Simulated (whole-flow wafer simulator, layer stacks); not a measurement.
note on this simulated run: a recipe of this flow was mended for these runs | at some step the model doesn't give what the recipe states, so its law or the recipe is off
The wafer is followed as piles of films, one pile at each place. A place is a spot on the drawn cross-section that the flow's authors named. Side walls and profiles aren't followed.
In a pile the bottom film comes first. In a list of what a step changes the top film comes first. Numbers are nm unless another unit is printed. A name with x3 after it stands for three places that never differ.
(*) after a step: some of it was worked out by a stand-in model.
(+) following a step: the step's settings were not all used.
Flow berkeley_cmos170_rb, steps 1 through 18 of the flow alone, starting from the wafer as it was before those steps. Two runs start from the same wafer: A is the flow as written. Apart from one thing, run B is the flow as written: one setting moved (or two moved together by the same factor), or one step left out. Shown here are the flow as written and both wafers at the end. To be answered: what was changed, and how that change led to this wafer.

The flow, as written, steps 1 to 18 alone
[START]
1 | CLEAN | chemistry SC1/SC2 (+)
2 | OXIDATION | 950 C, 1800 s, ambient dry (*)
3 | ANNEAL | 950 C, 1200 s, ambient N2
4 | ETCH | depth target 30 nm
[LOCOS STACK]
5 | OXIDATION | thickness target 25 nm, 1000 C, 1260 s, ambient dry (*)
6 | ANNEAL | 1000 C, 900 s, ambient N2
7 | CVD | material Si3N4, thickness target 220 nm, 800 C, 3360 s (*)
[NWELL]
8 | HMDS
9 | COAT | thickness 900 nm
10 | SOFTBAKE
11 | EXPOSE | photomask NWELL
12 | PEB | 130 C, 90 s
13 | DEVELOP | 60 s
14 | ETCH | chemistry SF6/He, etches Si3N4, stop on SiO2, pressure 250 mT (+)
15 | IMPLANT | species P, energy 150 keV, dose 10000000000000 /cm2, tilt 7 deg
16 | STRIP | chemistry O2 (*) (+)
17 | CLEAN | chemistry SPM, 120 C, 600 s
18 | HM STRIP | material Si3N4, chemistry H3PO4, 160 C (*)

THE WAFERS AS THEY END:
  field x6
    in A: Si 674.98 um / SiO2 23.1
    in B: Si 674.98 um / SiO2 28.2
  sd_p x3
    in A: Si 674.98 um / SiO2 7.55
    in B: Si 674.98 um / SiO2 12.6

The reason: step 4, ETCH: depth target 6 nm was run, while the flow as written has depth target 30 nm.

The path from the change to this, step by step:
  4 | ETCH | depth target 30 nm
      field x6, sd_p x3: A -20.7 SiO2 (all of it) | B -6 SiO2
  5 | OXIDATION | thickness target 25 nm, 1000 C, 1260 s, ambient dry (*)
      field x6, sd_p x3: A +26.6 SiO2 (new film), -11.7 Si | B +16.9 SiO2, -7.44 Si
